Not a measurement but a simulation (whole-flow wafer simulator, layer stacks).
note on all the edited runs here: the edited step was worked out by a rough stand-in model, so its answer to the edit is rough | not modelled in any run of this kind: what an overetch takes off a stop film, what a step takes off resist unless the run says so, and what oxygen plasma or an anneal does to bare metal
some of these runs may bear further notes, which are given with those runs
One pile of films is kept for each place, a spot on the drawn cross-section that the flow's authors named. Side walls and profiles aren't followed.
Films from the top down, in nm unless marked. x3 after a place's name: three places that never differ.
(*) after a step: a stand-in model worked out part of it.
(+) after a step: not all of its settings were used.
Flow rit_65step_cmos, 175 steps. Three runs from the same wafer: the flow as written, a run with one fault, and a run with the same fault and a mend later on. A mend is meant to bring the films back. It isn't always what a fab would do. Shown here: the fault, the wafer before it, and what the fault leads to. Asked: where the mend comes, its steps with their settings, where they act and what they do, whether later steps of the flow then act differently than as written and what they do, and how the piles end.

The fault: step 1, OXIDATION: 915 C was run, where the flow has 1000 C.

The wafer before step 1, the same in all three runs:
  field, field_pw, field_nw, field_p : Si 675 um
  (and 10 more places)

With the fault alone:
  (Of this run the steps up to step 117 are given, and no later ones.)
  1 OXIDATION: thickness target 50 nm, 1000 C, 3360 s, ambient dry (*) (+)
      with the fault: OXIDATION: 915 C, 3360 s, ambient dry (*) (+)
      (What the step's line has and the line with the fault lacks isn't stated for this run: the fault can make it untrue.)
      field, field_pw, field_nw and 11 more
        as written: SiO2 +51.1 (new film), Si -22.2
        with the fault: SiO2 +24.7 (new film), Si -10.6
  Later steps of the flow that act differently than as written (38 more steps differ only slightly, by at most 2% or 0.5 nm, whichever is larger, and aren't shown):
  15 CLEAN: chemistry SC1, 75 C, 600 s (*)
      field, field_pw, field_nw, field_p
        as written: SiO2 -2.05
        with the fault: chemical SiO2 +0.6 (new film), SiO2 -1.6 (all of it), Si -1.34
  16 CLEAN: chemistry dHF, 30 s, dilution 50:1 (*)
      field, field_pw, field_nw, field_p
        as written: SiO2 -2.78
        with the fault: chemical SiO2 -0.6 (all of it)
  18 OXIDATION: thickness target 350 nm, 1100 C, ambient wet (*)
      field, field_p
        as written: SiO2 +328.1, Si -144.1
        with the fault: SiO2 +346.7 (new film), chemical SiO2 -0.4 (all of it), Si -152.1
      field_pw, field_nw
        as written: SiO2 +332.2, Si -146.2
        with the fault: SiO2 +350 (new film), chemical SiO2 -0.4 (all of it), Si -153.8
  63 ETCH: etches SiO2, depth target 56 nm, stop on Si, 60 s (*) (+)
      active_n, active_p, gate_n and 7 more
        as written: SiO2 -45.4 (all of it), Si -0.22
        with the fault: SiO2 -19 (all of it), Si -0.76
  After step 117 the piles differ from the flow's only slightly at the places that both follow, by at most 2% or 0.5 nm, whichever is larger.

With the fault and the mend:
  The mend comes after step 2.
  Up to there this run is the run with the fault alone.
  2a ETCH: depth target 28 nm, 21.5 C, 32 s
      field, field_pw, field_nw and 11 more
        SiO2 -24.7 (all of it)
  2b CLEAN: chemistry SC2, 75 C, 600 s
      field, field_pw, field_nw and 11 more
        chemical SiO2 +0.4 (new film), Si -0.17
  2c OXIDATION: 1000 C, 3360 s, ambient dry (*) (the flow's step 1 once more, with other settings)
      field, field_pw, field_nw and 11 more
        SiO2 +51 (new film), chemical SiO2 -0.4 (all of it), Si -22.3
  Later steps of the flow that act differently than as written (18 more steps differ only slightly, by at most 2% or 0.5 nm, whichever is larger, and aren't shown):
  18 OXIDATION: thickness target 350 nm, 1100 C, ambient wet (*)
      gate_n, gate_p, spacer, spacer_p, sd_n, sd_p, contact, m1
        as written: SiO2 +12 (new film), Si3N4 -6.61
        with the mend: SiO2 +12 (new film), Si3N4 -6.61, SiO2 +0.03
  At the end the piles differ from the flow's only slightly at the places that both follow, by at most 2% or 0.5 nm, whichever is larger.
